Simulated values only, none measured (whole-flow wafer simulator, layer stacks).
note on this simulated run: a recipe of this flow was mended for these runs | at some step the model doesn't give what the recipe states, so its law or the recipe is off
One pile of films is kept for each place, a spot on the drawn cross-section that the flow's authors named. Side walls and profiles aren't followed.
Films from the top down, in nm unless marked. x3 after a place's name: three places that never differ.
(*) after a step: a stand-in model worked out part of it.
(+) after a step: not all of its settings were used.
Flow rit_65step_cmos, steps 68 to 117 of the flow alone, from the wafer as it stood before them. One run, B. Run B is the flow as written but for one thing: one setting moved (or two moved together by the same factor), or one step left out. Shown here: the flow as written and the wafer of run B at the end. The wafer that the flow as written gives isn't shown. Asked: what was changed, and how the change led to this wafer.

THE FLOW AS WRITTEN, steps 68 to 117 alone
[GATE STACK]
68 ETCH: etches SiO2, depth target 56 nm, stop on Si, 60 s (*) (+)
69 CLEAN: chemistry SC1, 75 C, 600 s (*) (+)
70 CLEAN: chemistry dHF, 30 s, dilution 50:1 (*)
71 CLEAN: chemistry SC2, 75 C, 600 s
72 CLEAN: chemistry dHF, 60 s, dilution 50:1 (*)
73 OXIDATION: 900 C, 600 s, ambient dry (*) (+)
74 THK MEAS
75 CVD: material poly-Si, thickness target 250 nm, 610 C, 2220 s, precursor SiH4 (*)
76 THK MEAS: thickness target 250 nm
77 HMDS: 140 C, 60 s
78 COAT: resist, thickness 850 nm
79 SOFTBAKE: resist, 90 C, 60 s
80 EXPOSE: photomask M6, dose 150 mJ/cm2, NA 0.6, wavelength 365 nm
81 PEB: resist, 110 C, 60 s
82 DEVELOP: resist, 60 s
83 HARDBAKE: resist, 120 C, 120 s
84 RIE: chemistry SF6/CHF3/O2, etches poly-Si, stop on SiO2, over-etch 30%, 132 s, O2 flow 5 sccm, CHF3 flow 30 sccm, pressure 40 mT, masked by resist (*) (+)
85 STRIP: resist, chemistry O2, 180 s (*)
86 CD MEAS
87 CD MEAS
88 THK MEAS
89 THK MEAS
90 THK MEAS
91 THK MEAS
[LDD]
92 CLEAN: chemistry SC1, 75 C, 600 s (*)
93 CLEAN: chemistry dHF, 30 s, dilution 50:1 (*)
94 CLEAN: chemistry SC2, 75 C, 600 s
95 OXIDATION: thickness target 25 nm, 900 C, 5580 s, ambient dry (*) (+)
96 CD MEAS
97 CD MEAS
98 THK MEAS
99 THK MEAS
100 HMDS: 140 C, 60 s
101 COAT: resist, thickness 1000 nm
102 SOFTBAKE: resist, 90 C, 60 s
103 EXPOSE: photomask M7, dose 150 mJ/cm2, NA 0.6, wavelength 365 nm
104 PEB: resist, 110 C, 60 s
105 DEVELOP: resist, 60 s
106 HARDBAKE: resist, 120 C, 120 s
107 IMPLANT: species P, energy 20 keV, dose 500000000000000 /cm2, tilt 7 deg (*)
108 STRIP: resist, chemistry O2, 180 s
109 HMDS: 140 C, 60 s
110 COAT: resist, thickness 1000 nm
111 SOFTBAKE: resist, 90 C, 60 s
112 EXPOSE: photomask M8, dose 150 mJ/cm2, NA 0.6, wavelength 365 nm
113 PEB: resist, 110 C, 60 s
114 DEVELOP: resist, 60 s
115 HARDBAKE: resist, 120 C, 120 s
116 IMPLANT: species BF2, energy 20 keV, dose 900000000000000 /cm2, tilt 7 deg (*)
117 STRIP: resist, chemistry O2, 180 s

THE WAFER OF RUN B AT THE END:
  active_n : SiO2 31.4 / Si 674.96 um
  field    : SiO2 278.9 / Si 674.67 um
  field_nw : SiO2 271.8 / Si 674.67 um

The cause: step 75, CVD: thickness target 340 nm was run, where the flow has thickness target 250 nm; step 75, CVD: 3019 s was run, where the flow has 2220 s.

How the change led to this, step by step:
  75 CVD: material poly-Si, thickness target 250 nm, 610 C, 2220 s, precursor SiH4 (*)
      field, field_pw, field_nw and 11 more: poly-Si +340 (new film) (as written it would be: poly-Si +250 (new film))
  84 RIE: chemistry SF6/CHF3/O2, etches poly-Si, stop on SiO2, over-etch 30%, 132 s, O2 flow 5 sccm, CHF3 flow 30 sccm, pressure 40 mT, masked by resist (*) (+)
      field, field_pw, field_nw and 9 more: poly-Si -325 (as written it would be: poly-Si -250 (all of it), SiO2 -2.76)
  85 STRIP: resist, chemistry O2, 180 s (*)
      field, field_pw, field_nw and 9 more: chemical SiO2 +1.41 (new film), poly-Si -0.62 (as written it would be: nothing)
  92 CLEAN: chemistry SC1, 75 C, 600 s (*)
      field, field_pw, field_nw and 9 more: chemical SiO2 -0.81, poly-Si -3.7 (as written it would be: SiO2 -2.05)
  93 CLEAN: chemistry dHF, 30 s, dilution 50:1 (*)
      active_n, active_p, spacer, spacer_p, sd_n, sd_p, contact, m1: chemical SiO2 -0.6 (all of it) (as written it would be: SiO2 -2.36 (all of it))
      field, field_pw, field_nw, field_p: chemical SiO2 -0.6 (all of it) (as written it would be: SiO2 -2.78)
  95 OXIDATION: thickness target 25 nm, 900 C, 5580 s, ambient dry (*) (+)
      active_n, active_p, spacer, spacer_p, sd_n, sd_p, contact, m1: chemical SiO2 -0.4 (all of it), poly-Si -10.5 (all of it), SiO2 +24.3 (as written it would be: SiO2 +26.5 (new film), chemical SiO2 -0.4 (all of it), Si -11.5)
      field, field_pw: chemical SiO2 -0.4 (all of it), poly-Si -10.5 (all of it), SiO2 +24.3 (as written it would be: SiO2 +6.43, Si -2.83)
      (and at 2 more places)
  101 COAT: resist, thickness 1000 nm
      gate_n, gate_p: resist +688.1 (new film) (as written it would be: resist +754.9 (new film))
  104 PEB: resist, 110 C, 60 s
      gate_n, gate_p: resist -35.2 (as written it would be: resist -38.8)
  105 DEVELOP: resist, 60 s
      gate_n: resist -652.9 (all of it) (as written it would be: resist -716.2 (all of it))
  106 HARDBAKE: resist, 120 C, 120 s
      gate_p: resist -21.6 (as written it would be: resist -23.9)
  108 STRIP: resist, chemistry O2, 180 s
      gate_p: resist -631.3 (all of it) (as written it would be: resist -692.2 (all of it))
  110 COAT: resist, thickness 1000 nm
      gate_n, gate_p: resist +688.1 (new film) (as written it would be: resist +754.9 (new film))
  113 PEB: resist, 110 C, 60 s
      gate_n, gate_p: resist -35.2 (as written it would be: resist -38.8)
  114 DEVELOP: resist, 60 s
      gate_p: resist -652.9 (all of it) (as written it would be: resist -716.1 (all of it))
  115 HARDBAKE: resist, 120 C, 120 s
      gate_n: resist -21.6 (as written it would be: resist -23.9)
  117 STRIP: resist, chemistry O2, 180 s
      gate_n: resist -631.3 (all of it) (as written it would be: resist -692.2 (all of it))
